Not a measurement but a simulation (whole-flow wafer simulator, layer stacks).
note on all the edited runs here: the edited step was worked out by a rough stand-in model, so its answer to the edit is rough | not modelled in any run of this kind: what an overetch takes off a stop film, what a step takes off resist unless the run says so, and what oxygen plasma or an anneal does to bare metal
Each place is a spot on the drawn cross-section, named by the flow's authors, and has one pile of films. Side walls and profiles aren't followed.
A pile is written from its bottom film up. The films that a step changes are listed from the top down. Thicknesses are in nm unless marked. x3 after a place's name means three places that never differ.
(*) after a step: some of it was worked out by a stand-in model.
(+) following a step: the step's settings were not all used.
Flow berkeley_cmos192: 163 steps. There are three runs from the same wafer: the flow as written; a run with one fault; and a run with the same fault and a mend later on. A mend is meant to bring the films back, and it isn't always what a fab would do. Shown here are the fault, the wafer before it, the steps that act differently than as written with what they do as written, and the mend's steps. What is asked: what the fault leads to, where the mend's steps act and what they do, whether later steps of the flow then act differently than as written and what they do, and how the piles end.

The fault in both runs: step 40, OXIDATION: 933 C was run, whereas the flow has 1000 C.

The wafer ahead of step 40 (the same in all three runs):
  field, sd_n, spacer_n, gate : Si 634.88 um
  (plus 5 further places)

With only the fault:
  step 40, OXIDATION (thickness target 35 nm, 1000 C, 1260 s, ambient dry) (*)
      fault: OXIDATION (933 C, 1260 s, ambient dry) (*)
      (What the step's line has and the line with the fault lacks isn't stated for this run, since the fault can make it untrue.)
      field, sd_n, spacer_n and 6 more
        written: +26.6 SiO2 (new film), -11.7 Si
        fault: +13.6 SiO2 (new film), -5.98 Si
  Later steps of the flow acting differently than as written (43 more steps, not shown, differ only slightly: by at most 2% or 0.5 nm, whichever is larger):
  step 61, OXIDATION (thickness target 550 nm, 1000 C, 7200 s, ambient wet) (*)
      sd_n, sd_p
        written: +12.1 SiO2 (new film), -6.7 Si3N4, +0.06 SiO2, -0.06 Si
        fault: +12.1 SiO2 (new film), -6.7 Si3N4
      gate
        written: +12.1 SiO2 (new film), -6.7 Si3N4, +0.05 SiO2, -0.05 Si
        fault: +12.1 SiO2 (new film), -6.7 Si3N4
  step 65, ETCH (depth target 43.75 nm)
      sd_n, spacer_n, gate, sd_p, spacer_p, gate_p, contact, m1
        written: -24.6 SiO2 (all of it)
        fault: -11.6 SiO2 (all of it)
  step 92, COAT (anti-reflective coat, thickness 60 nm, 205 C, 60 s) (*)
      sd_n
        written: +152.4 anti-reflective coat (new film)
        fault: +146.7 anti-reflective coat (new film)
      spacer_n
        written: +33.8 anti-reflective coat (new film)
        fault: +35.9 anti-reflective coat (new film)
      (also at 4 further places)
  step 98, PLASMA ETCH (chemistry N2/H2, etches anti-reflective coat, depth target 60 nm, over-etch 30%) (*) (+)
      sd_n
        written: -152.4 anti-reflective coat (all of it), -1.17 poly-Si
        fault: -146.7 anti-reflective coat (all of it), -1.13 poly-Si
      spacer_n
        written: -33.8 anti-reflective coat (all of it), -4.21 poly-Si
        fault: -35.9 anti-reflective coat (all of it), -3.97 poly-Si
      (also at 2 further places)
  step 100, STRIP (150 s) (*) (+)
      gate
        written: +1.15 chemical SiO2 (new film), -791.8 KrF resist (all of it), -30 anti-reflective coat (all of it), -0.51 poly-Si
        fault: +1.15 chemical SiO2 (new film), -785 KrF resist (all of it), -32.2 anti-reflective coat (all of it), -0.51 poly-Si
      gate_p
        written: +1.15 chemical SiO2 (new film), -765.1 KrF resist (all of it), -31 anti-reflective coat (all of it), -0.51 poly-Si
        fault: +1.15 chemical SiO2 (new film), -760.6 KrF resist (all of it), -32.7 anti-reflective coat (all of it), -0.51 poly-Si
  At the end the piles are close to the flow's at the places that both follow, differing by at most 2% or 0.5 nm, whichever is larger.

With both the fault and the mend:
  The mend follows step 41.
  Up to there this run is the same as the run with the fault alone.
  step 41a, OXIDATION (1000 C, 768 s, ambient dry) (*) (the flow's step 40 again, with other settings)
      field, sd_n, spacer_n and 6 more
        +13 SiO2, -5.73 Si
  Every later step of the flow that is run acts as written, at every place that is followed, to within 2% or 0.5 nm, whichever is larger.
  The piles end the same as the flow's at every place that both follow.
